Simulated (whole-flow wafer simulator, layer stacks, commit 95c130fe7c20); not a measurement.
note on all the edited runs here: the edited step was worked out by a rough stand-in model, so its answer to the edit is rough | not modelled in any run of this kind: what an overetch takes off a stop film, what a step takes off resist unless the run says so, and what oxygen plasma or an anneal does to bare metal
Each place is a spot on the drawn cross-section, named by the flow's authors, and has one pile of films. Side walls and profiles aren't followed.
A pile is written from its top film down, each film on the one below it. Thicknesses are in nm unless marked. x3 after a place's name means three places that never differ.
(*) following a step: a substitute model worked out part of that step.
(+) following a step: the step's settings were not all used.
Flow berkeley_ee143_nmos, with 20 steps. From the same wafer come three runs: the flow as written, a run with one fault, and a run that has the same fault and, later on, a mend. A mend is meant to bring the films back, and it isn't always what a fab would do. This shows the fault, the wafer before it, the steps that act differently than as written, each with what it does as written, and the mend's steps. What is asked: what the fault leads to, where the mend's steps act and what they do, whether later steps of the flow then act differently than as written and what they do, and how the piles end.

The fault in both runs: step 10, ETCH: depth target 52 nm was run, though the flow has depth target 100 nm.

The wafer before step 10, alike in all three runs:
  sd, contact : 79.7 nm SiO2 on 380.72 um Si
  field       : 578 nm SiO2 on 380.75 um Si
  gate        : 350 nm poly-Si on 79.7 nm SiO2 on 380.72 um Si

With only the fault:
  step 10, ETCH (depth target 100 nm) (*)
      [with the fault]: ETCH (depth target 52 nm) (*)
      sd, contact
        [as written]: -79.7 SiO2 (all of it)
        [with the fault]: -52 SiO2
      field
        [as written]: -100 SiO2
        [with the fault]: -52 SiO2
  Steps further on in the flow that do not act as written:
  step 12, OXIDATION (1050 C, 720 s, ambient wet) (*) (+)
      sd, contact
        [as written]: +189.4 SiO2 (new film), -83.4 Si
        [with the fault]: +173.9 SiO2, -76.5 Si
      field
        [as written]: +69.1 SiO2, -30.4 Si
        [with the fault]: +64.7 SiO2, -28.4 Si
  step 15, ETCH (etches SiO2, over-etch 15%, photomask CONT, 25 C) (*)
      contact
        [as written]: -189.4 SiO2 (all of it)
        [with the fault]: -201.6 SiO2 (all of it)
  At sd, field, the piles at the end differ from the flow's by more than 2% or 0.5 nm, whichever is larger.
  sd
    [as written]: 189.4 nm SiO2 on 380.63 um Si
    [with the fault]: 201.6 nm SiO2 on 380.64 um Si
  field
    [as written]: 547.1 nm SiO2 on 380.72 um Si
    [with the fault]: 590.6 nm SiO2 on 380.72 um Si

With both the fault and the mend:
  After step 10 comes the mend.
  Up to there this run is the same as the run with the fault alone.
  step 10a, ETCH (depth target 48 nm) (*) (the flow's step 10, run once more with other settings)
      sd, contact
        -27.7 SiO2 (all of it)
      field
        -48 SiO2
  Later steps of the flow that are run all act as written at every place that is followed.
  The piles end the same as the flow's at every place that both follow.
